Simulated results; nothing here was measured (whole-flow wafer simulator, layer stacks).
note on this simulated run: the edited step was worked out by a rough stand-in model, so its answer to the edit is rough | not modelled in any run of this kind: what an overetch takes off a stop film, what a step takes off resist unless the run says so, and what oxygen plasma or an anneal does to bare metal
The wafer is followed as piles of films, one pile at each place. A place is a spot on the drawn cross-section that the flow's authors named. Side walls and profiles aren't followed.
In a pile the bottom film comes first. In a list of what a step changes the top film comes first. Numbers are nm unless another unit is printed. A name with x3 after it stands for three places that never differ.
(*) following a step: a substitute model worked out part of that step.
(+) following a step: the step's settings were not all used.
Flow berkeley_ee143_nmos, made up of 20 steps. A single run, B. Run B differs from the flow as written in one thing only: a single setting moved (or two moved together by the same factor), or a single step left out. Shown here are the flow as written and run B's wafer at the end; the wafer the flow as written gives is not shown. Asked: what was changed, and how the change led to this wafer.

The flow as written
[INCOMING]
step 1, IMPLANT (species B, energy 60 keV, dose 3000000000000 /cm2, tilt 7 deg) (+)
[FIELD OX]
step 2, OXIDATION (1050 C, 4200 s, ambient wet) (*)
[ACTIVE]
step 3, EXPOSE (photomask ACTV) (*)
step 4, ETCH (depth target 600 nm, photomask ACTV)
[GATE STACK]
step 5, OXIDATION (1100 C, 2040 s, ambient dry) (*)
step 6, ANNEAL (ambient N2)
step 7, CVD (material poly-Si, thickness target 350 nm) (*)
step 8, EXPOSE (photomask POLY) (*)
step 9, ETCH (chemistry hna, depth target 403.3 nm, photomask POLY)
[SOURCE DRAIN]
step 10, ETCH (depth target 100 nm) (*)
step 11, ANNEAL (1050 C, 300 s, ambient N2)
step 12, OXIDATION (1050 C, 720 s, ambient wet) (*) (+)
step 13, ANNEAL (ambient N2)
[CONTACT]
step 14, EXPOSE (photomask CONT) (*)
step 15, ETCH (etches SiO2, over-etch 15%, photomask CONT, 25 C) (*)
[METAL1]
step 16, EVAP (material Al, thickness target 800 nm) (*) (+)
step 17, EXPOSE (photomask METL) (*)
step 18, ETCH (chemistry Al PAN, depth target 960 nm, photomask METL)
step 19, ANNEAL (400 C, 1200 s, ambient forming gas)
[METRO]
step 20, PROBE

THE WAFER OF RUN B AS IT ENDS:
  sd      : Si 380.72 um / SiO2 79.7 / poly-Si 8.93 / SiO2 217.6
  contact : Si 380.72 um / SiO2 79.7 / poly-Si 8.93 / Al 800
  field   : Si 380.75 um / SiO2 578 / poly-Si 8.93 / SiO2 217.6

The reason: step 7, CVD: thickness target 508 nm was run, though the flow has thickness target 350 nm.

Step by step, how the change led to this:
  step 7, CVD (material poly-Si, thickness target 350 nm) (*)
      gate, sd, contact, field: poly-Si gains 508 (new film) (as written it would have been: poly-Si gains 350 (new film))
  step 9, ETCH (chemistry hna, depth target 403.3 nm, photomask POLY)
      sd, contact, field: poly-Si loses 403.3 (as written it would have been: poly-Si loses 350 (all of it))
  step 10, ETCH (depth target 100 nm) (*)
      sd, contact: nothing (as written it would have been: SiO2 loses 79.7 (all of it))
      field: nothing (as written it would have been: SiO2 loses 100)
  step 12, OXIDATION (1050 C, 720 s, ambient wet) (*) (+)
      sd, contact: SiO2 gains 217.6 (new film), poly-Si loses 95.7 (as written it would have been: SiO2 gains 189.4 (new film), Si loses 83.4)
      field: SiO2 gains 217.6 (new film), poly-Si loses 95.7 (as written it would have been: SiO2 gains 69.1, Si loses 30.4)
  step 15, ETCH (etches SiO2, over-etch 15%, photomask CONT, 25 C) (*)
      contact: SiO2 loses 217.6 (all of it) (as written it would have been: SiO2 loses 189.4 (all of it))
